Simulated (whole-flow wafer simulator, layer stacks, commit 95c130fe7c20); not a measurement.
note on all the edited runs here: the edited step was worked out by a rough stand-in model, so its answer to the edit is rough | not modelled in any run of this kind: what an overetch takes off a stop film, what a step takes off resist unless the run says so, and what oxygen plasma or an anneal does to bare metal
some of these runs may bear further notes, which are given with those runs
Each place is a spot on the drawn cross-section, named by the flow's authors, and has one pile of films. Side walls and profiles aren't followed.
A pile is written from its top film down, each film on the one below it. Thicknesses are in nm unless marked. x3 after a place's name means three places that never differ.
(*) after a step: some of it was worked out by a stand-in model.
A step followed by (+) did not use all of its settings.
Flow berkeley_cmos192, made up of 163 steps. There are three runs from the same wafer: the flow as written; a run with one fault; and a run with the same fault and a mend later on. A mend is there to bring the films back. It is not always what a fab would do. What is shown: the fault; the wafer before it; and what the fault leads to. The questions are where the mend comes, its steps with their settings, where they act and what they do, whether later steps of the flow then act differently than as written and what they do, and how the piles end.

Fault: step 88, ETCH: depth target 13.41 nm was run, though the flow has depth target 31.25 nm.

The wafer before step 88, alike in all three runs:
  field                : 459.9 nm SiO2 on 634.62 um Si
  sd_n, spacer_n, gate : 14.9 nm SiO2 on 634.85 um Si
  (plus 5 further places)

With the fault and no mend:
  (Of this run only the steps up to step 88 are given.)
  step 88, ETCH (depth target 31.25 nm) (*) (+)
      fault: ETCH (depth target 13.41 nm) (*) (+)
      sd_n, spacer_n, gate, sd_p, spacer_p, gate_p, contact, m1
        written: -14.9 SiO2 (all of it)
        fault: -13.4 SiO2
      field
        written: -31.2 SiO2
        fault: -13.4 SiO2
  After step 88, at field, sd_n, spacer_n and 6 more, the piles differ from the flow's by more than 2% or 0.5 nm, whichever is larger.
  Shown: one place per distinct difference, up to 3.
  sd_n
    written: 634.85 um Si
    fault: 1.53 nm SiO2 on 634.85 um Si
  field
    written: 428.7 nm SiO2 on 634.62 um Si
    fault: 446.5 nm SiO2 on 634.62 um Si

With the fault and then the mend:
  After step 88 comes the mend.
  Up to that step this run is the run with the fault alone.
  step 88a, ETCH (depth target 17.84 nm) (*) (+) (the flow's step 88, run once more with other settings)
      sd_n, spacer_n, gate, sd_p, spacer_p, gate_p, contact, m1
        -1.53 SiO2 (all of it)
      field
        -17.8 SiO2
  Later steps of the flow that are run all act as written at every place that is followed, up to a difference of at most 2% or 0.5 nm, whichever is larger.
  The piles end the same as the flow's at every place that both follow.
